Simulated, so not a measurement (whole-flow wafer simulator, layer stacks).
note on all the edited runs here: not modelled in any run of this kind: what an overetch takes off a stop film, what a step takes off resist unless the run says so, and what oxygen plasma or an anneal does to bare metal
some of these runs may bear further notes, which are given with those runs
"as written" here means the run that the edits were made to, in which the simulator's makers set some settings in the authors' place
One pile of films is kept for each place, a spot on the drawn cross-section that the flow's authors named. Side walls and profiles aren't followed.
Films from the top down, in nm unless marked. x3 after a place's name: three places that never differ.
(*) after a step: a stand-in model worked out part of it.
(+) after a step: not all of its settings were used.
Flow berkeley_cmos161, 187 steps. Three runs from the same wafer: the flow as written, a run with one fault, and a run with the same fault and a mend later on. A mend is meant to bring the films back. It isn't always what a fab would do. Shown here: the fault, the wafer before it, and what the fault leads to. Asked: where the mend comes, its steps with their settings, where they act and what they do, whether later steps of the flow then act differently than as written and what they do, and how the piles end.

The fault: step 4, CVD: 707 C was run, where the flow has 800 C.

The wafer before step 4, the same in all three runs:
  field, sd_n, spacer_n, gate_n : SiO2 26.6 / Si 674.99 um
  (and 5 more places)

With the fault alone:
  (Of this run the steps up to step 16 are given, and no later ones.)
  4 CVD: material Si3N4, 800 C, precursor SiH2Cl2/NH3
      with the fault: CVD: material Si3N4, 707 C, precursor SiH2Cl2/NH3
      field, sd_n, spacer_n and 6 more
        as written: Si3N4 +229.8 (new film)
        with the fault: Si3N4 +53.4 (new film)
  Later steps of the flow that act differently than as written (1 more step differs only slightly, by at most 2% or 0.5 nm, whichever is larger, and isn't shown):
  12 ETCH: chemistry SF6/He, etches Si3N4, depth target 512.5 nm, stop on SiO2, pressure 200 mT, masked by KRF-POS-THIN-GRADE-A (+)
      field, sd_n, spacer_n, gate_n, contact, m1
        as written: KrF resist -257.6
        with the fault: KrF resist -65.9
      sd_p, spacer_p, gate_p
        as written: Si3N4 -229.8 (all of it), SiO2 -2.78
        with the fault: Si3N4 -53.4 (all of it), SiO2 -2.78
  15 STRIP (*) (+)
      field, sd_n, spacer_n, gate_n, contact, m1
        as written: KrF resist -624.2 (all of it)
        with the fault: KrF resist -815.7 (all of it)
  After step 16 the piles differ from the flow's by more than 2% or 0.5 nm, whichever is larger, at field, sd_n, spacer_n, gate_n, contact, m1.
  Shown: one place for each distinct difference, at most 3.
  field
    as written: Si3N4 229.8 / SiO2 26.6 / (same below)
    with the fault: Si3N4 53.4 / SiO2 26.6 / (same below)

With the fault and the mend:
  The mend comes after step 11.
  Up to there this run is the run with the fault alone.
  11a STRIP (*) (+)
      field, sd_n, spacer_n, gate_n, contact, m1
        KrF resist -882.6 (all of it)
  11b CLEAN: chemistry SC1/SC2 (*) (the flow's step 1 once more)
      changes no film at any place that is followed
  11c CVD: material Si3N4, 800 C, precursor SiH2Cl2/NH3 (the flow's step 4 once more, with other settings that aren't printed)
      field, sd_n, spacer_n and 6 more
        Si3N4 +176.3
  11d HMDS (the flow's step 5 once more)
      changes no film at any place that is followed
  11e COAT: KrF resist, thickness 900 nm (the flow's step 6 once more)
      field, sd_n, spacer_n and 6 more
        KrF resist +900 (new film)
  11f SOFTBAKE: KrF resist (the flow's step 7 once more)
      changes no film at any place that is followed
  11g EXPOSE: photomask NWELL, dose 25 mJ/cm2, NA 0.35, wavelength 248 nm (*) (the flow's step 8 once more)
      changes no film at any place that is followed
  11h PEB: KrF resist, 130 C (the flow's step 9 once more)
      field, sd_n, spacer_n and 6 more
        KrF resist -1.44
  11i DEVELOP: KrF resist, thickness 900 nm, developer developer-D-0.26N (the flow's step 10 once more)
      field, sd_n, spacer_n, gate_n, contact, m1
        KrF resist -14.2
      sd_p, spacer_p, gate_p
        KrF resist -898.6 (all of it)
  11j HARDBAKE: 120 C, 3600 s (the flow's step 11 once more)
      field, sd_n, spacer_n, gate_n, contact, m1
        KrF resist -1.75
  No later step of the flow acts differently than as written, at any place that is followed, by more than 2% or 0.5 nm, whichever is larger.
  At the end the piles are the same as the flow's at every place that both follow.
